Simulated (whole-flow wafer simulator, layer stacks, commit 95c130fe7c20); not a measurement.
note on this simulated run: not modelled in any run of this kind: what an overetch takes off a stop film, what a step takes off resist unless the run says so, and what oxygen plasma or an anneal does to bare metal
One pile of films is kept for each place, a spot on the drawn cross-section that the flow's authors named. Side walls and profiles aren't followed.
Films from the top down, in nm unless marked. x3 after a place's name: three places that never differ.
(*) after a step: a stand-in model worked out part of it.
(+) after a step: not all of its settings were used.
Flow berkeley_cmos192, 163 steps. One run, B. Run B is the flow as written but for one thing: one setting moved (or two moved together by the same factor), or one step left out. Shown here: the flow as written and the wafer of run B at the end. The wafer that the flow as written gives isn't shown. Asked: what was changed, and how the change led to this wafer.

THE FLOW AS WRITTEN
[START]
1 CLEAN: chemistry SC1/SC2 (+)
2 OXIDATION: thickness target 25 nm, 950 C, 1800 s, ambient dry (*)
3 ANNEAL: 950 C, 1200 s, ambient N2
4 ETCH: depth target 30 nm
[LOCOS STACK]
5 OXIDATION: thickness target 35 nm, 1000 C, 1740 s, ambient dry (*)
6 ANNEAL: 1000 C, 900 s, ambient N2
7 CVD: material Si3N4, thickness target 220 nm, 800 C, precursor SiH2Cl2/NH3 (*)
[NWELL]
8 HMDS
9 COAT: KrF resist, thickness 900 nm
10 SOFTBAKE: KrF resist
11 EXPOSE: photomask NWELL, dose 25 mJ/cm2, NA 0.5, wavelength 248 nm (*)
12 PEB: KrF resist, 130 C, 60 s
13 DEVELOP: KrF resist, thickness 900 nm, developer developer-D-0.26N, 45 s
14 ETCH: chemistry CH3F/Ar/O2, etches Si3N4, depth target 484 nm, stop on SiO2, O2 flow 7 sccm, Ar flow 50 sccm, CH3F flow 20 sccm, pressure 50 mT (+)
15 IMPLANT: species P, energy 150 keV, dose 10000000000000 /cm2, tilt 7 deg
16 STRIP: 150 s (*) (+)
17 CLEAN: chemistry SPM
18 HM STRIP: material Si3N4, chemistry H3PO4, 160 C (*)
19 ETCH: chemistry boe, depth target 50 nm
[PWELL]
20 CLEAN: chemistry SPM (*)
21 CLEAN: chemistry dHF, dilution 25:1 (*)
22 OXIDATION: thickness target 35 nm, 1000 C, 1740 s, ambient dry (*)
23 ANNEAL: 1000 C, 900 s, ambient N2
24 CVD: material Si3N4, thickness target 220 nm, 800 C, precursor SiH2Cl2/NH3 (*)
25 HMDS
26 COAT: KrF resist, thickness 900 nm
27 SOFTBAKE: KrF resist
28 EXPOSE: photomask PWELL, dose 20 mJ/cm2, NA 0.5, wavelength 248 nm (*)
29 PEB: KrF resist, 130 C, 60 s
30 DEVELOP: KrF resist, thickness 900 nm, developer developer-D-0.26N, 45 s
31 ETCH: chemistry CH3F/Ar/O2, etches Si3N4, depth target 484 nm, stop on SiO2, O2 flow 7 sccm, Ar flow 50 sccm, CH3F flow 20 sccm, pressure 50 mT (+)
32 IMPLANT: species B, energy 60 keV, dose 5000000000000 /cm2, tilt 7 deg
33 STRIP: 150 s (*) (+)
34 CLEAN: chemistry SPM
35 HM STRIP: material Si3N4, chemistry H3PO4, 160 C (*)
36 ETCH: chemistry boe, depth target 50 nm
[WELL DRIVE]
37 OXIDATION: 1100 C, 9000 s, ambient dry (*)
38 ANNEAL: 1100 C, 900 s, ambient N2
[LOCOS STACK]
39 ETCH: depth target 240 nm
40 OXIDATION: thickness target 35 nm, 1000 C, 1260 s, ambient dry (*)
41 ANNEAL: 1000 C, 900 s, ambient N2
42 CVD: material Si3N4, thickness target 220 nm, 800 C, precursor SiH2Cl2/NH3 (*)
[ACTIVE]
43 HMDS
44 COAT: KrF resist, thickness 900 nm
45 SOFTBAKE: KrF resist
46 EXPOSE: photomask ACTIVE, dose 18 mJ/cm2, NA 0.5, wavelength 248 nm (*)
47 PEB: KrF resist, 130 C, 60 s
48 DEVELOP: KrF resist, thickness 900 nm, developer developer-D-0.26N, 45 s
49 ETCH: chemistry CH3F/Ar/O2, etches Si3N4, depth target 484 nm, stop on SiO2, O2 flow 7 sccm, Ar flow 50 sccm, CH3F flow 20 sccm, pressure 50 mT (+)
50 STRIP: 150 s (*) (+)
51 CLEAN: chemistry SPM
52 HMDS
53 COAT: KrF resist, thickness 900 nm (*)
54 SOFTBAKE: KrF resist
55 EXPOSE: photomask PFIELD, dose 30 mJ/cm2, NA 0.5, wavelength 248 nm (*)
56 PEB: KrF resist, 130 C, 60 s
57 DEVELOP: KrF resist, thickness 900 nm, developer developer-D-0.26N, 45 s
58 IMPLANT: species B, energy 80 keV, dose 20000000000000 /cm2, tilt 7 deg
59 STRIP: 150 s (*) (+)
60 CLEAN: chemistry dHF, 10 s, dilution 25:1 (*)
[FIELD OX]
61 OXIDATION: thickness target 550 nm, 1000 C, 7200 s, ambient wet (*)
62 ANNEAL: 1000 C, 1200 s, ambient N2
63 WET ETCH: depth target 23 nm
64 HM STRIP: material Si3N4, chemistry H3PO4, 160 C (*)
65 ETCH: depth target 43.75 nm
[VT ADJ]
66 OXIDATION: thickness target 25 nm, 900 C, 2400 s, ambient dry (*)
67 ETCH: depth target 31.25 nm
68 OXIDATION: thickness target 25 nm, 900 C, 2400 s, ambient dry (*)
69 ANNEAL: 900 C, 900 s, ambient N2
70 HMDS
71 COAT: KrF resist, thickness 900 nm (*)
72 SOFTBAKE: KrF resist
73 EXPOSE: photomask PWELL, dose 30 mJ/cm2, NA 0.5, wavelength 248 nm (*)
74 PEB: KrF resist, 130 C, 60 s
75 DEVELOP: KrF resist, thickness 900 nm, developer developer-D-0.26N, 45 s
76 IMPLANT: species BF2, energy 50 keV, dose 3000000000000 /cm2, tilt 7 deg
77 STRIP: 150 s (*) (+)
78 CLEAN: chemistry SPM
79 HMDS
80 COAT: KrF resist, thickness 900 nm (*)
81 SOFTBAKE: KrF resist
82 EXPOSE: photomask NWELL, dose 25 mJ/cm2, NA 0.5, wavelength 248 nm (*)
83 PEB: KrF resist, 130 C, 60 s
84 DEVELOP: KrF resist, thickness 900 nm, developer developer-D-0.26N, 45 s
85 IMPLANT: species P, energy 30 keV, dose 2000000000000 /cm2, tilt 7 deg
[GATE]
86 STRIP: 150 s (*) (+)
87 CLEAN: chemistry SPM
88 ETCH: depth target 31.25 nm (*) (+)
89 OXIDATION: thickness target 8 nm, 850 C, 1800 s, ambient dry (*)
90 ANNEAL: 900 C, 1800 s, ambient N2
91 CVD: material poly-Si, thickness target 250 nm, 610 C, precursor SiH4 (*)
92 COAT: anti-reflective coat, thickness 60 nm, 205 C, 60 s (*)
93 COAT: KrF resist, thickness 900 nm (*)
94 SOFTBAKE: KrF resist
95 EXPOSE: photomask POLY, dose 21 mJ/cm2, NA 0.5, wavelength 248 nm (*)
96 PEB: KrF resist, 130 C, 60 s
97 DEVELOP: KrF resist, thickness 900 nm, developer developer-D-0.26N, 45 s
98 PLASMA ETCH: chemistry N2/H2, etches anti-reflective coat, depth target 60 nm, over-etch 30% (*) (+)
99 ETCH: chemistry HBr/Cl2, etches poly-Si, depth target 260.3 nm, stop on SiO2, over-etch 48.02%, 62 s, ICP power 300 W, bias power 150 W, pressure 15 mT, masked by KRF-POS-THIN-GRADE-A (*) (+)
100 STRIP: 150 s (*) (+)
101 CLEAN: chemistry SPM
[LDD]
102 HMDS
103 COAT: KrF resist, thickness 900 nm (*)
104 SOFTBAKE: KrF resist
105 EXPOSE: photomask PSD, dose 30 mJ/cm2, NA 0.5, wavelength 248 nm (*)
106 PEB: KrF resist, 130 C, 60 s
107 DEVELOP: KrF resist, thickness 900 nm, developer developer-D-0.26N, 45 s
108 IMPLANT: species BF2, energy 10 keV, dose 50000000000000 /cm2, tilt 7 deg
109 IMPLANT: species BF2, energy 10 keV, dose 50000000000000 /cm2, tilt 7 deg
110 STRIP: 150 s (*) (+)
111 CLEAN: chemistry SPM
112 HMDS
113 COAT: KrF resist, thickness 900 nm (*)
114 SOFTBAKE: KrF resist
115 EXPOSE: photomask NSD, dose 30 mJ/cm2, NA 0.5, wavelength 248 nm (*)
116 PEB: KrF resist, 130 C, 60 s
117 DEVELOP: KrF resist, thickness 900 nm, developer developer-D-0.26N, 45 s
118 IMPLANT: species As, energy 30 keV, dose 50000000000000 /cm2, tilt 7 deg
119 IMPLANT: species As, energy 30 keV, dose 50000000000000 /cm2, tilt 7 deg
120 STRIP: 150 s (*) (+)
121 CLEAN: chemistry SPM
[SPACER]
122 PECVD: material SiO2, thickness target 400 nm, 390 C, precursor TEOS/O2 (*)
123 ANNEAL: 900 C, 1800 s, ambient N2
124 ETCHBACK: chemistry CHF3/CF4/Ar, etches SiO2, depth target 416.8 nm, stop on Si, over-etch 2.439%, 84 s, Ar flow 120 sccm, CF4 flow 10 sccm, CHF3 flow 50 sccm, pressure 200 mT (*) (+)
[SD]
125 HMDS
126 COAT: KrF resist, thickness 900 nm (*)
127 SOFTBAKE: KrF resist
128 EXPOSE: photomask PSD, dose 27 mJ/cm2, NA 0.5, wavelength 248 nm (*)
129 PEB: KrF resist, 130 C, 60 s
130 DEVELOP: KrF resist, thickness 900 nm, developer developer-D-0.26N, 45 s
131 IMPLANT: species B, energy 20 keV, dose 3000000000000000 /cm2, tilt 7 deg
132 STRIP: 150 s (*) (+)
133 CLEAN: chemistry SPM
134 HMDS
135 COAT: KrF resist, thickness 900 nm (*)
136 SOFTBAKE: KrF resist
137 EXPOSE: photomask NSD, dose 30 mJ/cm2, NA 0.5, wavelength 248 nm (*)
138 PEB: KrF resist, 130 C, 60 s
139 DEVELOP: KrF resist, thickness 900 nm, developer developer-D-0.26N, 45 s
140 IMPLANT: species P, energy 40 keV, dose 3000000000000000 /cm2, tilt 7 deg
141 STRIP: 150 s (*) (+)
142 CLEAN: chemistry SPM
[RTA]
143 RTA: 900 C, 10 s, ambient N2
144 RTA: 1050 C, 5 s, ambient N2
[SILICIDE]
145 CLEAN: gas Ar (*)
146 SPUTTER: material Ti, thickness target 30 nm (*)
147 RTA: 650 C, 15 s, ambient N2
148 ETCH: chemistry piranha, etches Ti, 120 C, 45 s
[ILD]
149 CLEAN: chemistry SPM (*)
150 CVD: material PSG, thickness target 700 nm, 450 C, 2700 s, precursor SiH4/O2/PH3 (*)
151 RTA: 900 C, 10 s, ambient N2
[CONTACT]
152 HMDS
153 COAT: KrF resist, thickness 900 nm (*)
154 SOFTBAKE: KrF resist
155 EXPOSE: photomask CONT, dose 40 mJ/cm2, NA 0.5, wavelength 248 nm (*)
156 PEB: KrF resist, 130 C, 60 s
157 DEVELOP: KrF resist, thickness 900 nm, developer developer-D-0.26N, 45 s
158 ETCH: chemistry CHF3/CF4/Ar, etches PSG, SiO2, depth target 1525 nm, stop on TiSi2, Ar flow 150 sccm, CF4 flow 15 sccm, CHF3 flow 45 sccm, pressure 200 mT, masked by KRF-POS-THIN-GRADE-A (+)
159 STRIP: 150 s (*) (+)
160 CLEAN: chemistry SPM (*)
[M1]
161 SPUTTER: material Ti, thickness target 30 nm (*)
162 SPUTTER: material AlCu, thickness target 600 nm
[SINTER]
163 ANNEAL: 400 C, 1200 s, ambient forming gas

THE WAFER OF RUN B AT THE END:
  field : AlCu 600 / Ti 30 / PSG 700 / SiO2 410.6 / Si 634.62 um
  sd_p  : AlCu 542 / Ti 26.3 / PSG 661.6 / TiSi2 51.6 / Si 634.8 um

The cause: step 67, ETCH: depth target 15.62 nm was run, where the flow has depth target 31.25 nm.

How the change led to this, step by step:
  67 ETCH: depth target 31.25 nm
      field: SiO2 -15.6 (as written it would be: SiO2 -31.2)
  92 COAT: anti-reflective coat, thickness 60 nm, 205 C, 60 s (*)
      sd_n: anti-reflective coat +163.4 (new film) (as written it would be: anti-reflective coat +152.4 (new film))
      spacer_n: anti-reflective coat +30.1 (new film) (as written it would be: anti-reflective coat +33.8 (new film))
      (and at 6 more places)
  98 PLASMA ETCH: chemistry N2/H2, etches anti-reflective coat, depth target 60 nm, over-etch 30% (*) (+)
      sd_n: anti-reflective coat -163.4 (all of it), poly-Si -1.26 (as written it would be: anti-reflective coat -152.4 (all of it), poly-Si -1.17)
      spacer_n: anti-reflective coat -30.1 (all of it), poly-Si -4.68 (as written it would be: anti-reflective coat -33.8 (all of it), poly-Si -4.21)
      (and at 4 more places)
  100 STRIP: 150 s (*) (+)
      gate: chemical SiO2 +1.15 (new film), KrF resist -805 (all of it), anti-reflective coat -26 (all of it), poly-Si -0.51 (as written it would be: chemical SiO2 +1.15 (new film), KrF resist -791.8 (all of it), anti-reflective coat -30 (all of it), poly-Si -0.51)
      gate_p: chemical SiO2 +1.15 (new film), KrF resist -773.7 (all of it), anti-reflective coat -28.2 (all of it), poly-Si -0.51 (as written it would be: chemical SiO2 +1.15 (new film), KrF resist -765.1 (all of it), anti-reflective coat -31 (all of it), poly-Si -0.51)
  147 RTA: 650 C, 15 s, ambient N2
      sd_p: Ti -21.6, TiSi first +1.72 (new film), TiSi2 C49 +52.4 (new film), Si -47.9 (as written it would be: Ti -21.9, TiSi first +2.35 (new film), TiSi2 C49 +52.1 (new film), Si -48.1)
  151 RTA: 900 C, 10 s, ambient N2
      sd_p: under 1 film: TiSi2 +51.6 (new film), TiSi first -1.62 (all of it), TiSi2 C49 -52.4 (all of it), Si -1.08 (as written it would be: under 1 film: TiSi2 +52.2 (new film), TiSi first -2.25 (all of it), TiSi2 C49 -52.1 (all of it), Si -1.5)
